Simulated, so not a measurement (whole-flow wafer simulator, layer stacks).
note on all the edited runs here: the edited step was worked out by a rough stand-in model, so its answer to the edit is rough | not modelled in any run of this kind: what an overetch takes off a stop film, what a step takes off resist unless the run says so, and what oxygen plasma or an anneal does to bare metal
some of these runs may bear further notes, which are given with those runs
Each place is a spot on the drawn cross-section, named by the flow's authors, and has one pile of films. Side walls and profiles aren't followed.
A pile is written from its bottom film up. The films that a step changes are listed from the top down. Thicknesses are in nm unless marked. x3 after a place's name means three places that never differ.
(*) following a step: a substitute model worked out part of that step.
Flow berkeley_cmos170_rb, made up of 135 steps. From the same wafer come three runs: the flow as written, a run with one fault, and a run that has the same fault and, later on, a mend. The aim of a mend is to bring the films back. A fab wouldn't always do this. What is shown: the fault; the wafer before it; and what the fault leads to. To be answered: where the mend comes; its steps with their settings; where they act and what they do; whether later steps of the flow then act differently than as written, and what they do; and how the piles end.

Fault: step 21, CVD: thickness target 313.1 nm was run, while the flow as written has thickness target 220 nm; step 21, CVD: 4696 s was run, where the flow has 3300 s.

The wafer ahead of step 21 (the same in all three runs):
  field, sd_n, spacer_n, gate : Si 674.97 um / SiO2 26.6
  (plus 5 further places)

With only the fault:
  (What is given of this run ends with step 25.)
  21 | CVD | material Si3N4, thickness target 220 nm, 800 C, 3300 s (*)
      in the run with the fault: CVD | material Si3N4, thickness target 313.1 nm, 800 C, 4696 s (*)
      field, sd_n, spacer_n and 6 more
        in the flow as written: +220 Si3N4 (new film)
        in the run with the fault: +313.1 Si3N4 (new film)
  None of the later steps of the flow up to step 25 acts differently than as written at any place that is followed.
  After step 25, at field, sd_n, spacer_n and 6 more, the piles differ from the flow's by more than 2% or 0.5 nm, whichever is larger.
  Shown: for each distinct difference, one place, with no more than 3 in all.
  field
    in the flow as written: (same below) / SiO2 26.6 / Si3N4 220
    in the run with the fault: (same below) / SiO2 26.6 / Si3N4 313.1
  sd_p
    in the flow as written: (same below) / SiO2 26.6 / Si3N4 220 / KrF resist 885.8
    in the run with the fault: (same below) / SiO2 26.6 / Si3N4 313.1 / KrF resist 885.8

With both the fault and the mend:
  The mend stands after step 21.
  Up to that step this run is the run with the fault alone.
  21a | ETCH | chemistry h3po4, depth target 93.1 nm (a further turn of the flow's step 16, with different settings)
      field, sd_n, spacer_n and 6 more
        -93.1 Si3N4
  None of the later steps of the flow acts differently than as written at any place that is followed.
  The piles end the same as the flow's at every place that both follow.
